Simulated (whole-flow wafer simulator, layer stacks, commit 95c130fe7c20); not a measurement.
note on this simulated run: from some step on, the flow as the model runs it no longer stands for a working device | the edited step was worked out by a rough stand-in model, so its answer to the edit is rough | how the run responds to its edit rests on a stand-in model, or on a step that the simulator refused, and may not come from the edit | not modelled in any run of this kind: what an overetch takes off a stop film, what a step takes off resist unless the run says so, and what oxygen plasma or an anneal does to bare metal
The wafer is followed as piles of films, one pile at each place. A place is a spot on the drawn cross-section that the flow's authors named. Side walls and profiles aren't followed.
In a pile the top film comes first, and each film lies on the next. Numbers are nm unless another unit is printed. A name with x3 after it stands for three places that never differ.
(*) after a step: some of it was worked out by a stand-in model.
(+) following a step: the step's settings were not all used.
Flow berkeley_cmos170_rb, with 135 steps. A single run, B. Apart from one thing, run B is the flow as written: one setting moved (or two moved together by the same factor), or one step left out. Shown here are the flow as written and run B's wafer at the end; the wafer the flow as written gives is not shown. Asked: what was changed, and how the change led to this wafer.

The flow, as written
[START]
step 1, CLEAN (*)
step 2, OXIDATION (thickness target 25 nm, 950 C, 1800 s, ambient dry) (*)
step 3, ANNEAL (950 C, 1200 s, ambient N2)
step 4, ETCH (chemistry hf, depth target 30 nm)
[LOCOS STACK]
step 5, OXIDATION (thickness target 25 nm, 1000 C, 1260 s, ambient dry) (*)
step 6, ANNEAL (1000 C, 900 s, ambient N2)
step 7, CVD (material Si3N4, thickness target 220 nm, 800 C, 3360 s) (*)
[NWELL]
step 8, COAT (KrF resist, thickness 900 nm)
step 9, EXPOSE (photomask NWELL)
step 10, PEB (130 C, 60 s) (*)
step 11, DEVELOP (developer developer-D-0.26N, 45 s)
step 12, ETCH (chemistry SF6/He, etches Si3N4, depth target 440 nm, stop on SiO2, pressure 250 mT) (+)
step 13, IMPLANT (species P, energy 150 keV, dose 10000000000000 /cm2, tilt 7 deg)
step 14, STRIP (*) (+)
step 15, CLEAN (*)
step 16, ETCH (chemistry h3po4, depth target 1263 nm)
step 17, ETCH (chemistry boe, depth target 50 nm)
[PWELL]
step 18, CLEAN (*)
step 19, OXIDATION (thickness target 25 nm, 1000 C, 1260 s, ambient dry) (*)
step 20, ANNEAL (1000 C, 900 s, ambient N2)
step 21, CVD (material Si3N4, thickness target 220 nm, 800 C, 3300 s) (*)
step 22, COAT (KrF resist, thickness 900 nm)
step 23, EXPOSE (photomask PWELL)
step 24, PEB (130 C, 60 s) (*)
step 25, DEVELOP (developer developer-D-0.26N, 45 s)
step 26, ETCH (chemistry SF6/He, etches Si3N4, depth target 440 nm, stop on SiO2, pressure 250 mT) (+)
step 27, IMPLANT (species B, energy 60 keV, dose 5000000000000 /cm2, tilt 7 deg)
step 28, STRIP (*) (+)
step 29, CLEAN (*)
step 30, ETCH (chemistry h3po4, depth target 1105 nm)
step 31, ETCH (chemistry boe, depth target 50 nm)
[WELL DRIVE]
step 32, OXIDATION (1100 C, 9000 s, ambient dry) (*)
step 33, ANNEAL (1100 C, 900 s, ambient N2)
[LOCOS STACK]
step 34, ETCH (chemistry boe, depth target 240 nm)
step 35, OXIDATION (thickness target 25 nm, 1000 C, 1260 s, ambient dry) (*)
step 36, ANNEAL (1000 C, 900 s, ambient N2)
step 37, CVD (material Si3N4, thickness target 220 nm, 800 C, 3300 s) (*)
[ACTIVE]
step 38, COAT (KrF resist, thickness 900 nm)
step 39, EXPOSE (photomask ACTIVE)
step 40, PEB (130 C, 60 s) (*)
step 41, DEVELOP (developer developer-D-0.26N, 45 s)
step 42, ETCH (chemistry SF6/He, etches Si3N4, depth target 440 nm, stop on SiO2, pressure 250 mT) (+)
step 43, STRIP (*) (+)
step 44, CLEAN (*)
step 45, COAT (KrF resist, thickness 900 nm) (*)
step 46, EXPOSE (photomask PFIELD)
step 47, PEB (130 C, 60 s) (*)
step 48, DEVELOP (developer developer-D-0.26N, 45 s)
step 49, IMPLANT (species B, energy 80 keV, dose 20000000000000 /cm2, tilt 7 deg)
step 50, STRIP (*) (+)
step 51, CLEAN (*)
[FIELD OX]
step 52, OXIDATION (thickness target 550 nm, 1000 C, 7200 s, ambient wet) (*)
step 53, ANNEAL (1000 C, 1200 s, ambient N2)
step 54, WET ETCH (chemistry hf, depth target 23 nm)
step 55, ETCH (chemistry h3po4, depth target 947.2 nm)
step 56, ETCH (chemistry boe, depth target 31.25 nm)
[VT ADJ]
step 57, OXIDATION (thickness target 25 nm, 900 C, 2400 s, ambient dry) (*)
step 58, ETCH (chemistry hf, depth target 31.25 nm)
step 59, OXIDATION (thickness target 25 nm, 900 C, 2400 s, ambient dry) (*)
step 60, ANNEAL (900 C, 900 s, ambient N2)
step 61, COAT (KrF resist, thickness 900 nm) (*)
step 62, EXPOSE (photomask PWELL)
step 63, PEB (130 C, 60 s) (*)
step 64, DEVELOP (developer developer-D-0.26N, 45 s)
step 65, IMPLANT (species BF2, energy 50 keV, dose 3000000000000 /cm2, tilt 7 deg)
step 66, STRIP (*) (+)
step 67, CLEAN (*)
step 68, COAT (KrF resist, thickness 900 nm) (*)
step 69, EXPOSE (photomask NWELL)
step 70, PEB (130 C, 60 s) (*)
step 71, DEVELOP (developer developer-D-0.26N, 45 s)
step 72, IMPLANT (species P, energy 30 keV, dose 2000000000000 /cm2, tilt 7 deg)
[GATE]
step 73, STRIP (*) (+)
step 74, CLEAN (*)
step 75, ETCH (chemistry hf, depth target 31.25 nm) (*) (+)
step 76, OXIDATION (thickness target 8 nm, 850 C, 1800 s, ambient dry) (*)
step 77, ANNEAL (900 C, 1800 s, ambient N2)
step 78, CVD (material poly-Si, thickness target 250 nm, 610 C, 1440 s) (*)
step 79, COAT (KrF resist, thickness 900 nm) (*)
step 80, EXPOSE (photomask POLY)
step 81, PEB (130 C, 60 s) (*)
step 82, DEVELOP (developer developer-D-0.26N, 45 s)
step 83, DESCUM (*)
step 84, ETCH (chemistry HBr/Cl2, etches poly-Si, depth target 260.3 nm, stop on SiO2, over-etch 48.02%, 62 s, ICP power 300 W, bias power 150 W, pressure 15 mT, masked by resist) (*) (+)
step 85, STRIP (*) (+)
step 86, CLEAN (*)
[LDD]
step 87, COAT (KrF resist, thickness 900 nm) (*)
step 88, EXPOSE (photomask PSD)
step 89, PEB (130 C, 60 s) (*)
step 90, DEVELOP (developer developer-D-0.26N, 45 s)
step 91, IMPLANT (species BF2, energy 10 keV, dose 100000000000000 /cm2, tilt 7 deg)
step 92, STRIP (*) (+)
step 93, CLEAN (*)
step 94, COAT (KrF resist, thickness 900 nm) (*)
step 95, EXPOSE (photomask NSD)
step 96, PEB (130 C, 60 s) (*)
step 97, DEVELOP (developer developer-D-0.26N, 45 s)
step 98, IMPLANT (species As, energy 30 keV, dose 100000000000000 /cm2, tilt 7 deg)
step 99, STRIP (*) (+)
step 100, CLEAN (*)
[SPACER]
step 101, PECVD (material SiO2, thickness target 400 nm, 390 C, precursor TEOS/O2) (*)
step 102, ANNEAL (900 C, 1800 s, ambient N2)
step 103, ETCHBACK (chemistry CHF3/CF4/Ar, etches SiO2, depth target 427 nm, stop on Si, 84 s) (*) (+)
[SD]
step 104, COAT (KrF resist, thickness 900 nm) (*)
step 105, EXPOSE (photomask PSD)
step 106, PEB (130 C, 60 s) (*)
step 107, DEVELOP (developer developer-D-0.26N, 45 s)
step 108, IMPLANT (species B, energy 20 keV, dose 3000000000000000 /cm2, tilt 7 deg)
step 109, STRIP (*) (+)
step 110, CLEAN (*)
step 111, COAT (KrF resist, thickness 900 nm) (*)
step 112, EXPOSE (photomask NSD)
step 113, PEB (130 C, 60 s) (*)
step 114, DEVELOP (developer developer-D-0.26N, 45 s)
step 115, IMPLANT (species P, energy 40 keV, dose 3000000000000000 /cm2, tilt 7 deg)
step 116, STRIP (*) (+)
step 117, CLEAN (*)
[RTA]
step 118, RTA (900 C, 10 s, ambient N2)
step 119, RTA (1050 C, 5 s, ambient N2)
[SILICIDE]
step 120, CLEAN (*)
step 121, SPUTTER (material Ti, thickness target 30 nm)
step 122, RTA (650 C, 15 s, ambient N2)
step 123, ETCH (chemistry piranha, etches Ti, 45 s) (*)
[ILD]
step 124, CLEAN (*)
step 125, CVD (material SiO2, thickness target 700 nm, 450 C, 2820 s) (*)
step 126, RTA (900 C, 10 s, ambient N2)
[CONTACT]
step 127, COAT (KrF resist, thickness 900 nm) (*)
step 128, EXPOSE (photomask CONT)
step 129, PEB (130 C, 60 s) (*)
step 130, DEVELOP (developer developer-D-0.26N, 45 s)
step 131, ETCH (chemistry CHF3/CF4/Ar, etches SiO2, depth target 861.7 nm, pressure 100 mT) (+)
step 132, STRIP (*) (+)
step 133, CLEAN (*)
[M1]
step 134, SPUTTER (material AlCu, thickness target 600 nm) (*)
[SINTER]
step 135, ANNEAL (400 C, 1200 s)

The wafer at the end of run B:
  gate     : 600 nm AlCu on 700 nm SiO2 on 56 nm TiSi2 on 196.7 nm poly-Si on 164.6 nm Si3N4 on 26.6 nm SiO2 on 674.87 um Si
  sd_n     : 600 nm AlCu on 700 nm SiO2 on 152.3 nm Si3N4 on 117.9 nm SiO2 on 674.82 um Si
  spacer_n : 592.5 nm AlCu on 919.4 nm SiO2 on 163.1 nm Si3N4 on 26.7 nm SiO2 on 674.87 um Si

What caused this: step 52, OXIDATION: 1200 C was run, while the flow as written has 1000 C.

Step by step, how the change led to this:
  step 52, OXIDATION (thickness target 550 nm, 1000 C, 7200 s, ambient wet) (*)
      spacer_n: SiO2 gains 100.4 (new film), Si3N4 loses 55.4, SiO2 gains 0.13 (in the flow as written it would be: SiO2 gains 12.9 (new film), Si3N4 loses 7.1)
      gate: SiO2 gains 100.4 (new film), Si3N4 loses 55.4 (in the flow as written it would be: SiO2 gains 12.9 (new film), Si3N4 loses 7.1, SiO2 gains 0.08, Si loses 0.08)
      (also at 7 further places)
  step 54, WET ETCH (chemistry hf, depth target 23 nm)
      sd_n, spacer_n, gate, sd_p, spacer_p, gate_p, contact, m1: SiO2 loses 23 (in the flow as written it would be: SiO2 loses 12.9 (all of it))
  step 55, ETCH (chemistry h3po4, depth target 947.2 nm)
      sd_n, spacer_n, gate, sd_p, spacer_p, gate_p, contact, m1: nothing (in the flow as written it would be: Si3N4 loses 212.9 (all of it))
  step 56, ETCH (chemistry boe, depth target 31.25 nm)
      spacer_n, gate, sd_p, spacer_p, gate_p, contact: SiO2 loses 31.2 (in the flow as written it would be: SiO2 loses 26.6 (all of it))
      sd_n: SiO2 loses 31.2 (in the flow as written it would be: SiO2 loses 28.8 (all of it))
      (also at 1 further place)
  step 57, OXIDATION (thickness target 25 nm, 900 C, 2400 s, ambient dry) (*)
      sd_n, spacer_n, gate, sd_p, spacer_p, gate_p, contact, m1: nothing (in the flow as written it would be: SiO2 gains 15 (new film), Si loses 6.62)
      field: SiO2 gains 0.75, Si loses 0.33 (in the flow as written it would be: SiO2 gains 1.48, Si loses 0.65)
  step 58, ETCH (chemistry hf, depth target 31.25 nm)
      sd_n, spacer_n, gate, sd_p, spacer_p, gate_p, contact, m1: SiO2 loses 31.2 (in the flow as written it would be: SiO2 loses 15 (all of it))
  step 59, OXIDATION (thickness target 25 nm, 900 C, 2400 s, ambient dry) (*)
      sd_n, spacer_n, gate, sd_p, spacer_p, gate_p, contact, m1: nothing (in the flow as written it would be: SiO2 gains 15 (new film), Si loses 6.62)
      field: SiO2 gains 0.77, Si loses 0.34 (in the flow as written it would be: SiO2 gains 1.55, Si loses 0.68)
  step 61, COAT (KrF resist, thickness 900 nm) (*)
      field: KrF resist gains 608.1 (new film) (in the flow as written it would be: KrF resist gains 705.7 (new film))
      spacer_n: KrF resist gains 957.9 (new film) (in the flow as written it would be: KrF resist gains 924.9 (new film))
      (also at 4 further places)
  step 64, DEVELOP (developer developer-D-0.26N, 45 s)
      field: KrF resist loses 608.1 (all of it) (in the flow as written it would be: KrF resist loses 705.7 (all of it))
      spacer_n: KrF resist loses 957.9 (all of it) (in the flow as written it would be: KrF resist loses 924.9 (all of it))
      (also at 2 further places)
  step 66, STRIP (*) (+)
      sd_p: KrF resist loses 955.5 (all of it) (in the flow as written it would be: KrF resist loses 927.7 (all of it))
      spacer_p: KrF resist loses 930.4 (all of it) (in the flow as written it would be: KrF resist loses 911 (all of it))
  step 68, COAT (KrF resist, thickness 900 nm) (*)
      field: KrF resist gains 608.1 (new film) (in the flow as written it would be: KrF resist gains 705.7 (new film))
      spacer_n: KrF resist gains 957.9 (new film) (in the flow as written it would be: KrF resist gains 924.9 (new film))
      (also at 4 further places)
  step 71, DEVELOP (developer developer-D-0.26N, 45 s)
      sd_p: KrF resist loses 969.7 (all of it) (in the flow as written it would be: KrF resist loses 941.9 (all of it))
      spacer_p: KrF resist loses 944.6 (all of it) (in the flow as written it would be: KrF resist loses 925.2 (all of it))
  step 73, STRIP (*) (+)
      field: KrF resist loses 593.9 (all of it) (in the flow as written it would be: KrF resist loses 691.4 (all of it))
      spacer_n: KrF resist loses 943.7 (all of it) (in the flow as written it would be: KrF resist loses 910.7 (all of it))
      (also at 2 further places)
  step 76, OXIDATION (thickness target 8 nm, 850 C, 1800 s, ambient dry) (*)
      sd_n, spacer_n, gate, sd_p, spacer_p, gate_p, contact, m1: nothing (in the flow as written it would be: SiO2 gains 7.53 (new film), Si loses 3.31)
  step 79, COAT (KrF resist, thickness 900 nm) (*)
      spacer_n, spacer_p: KrF resist gains 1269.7 (new film) (in the flow as written it would be: KrF resist gains 1122.5 (new film))
      gate: KrF resist gains 1269.8 (new film) (in the flow as written it would be: KrF resist gains 1122.6 (new film))
      (also at 2 further places)
  step 82, DEVELOP (developer developer-D-0.26N, 45 s)
      spacer_n, spacer_p: KrF resist loses 1269.7 (all of it) (in the flow as written it would be: KrF resist loses 1122.5 (all of it))
      contact: KrF resist loses 999.8 (all of it) (in the flow as written it would be: KrF resist loses 948.3 (all of it))
  ... 23 other steps ...
  step 132, STRIP (*) (+)
      field: KrF resist loses 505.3 (all of it) (in the flow as written it would be: KrF resist loses 575.3 (all of it))
      sd_n: KrF resist loses 822.4 (all of it) (in the flow as written it would be: KrF resist loses 780.4 (all of it))
      (also at 5 further places)
